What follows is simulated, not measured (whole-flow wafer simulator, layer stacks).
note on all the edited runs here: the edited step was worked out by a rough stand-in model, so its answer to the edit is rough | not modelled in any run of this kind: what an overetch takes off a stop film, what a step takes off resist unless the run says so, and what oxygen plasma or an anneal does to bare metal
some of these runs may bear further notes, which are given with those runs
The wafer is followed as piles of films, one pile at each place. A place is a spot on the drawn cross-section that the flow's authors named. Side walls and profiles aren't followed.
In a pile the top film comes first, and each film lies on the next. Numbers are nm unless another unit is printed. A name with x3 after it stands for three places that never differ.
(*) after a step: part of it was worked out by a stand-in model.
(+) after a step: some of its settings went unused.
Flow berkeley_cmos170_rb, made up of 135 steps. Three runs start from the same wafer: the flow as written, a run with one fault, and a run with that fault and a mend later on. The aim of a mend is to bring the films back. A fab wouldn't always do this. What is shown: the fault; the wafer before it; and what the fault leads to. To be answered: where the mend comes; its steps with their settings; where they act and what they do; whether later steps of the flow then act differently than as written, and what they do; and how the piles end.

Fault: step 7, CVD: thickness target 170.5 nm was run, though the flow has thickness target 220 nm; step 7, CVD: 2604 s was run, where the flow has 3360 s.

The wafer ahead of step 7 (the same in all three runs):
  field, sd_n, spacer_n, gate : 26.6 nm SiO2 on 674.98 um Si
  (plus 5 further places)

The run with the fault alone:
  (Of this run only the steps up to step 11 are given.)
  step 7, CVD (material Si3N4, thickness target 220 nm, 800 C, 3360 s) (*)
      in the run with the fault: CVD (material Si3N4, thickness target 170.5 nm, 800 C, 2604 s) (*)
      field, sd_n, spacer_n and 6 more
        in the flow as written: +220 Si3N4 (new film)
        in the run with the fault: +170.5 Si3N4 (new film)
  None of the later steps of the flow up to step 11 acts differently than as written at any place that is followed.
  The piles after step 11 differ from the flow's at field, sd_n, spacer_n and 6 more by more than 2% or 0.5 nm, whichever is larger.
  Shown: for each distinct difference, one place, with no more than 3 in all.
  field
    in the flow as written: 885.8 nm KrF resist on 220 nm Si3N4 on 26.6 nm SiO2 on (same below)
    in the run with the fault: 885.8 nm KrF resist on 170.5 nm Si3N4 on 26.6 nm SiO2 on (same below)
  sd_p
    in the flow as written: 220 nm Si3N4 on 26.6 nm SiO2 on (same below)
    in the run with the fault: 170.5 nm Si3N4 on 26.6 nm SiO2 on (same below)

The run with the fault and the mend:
  The mend stands after step 11.
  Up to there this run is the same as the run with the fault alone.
  step 11a, STRIP (*) (+)
      field, sd_n, spacer_n, gate, contact, m1
        -885.8 KrF resist (all of it)
  step 11b, CLEAN (*) (the flow's step 1, run once more)
      leaves every film unchanged at each place that is followed
  step 11c, CVD (material Si3N4, thickness target 49.5 nm, 800 C, 756 s) (*) (the flow's step 7, run once more with other settings)
      field, sd_n, spacer_n and 6 more
        +49.5 Si3N4
  step 11d, COAT (KrF resist, thickness 900 nm) (the flow's step 8, run once more)
      field, sd_n, spacer_n and 6 more
        +900 KrF resist (new film)
  step 11e, EXPOSE (photomask NWELL) (the flow's step 9, run once more)
      leaves every film unchanged at each place that is followed
  step 11f, PEB (130 C, 60 s) (*) (the flow's step 10, run once more)
      leaves every film unchanged at each place that is followed
  step 11g, DEVELOP (developer developer-D-0.26N, 45 s) (the flow's step 11, run once more)
      field, sd_n, spacer_n, gate, contact, m1
        -14.2 KrF resist
      sd_p, spacer_p, gate_p
        -900 KrF resist (all of it)
  None of the later steps of the flow acts differently than as written at any place that is followed.
  By the end, the piles equal the flow's at every place that both follow.
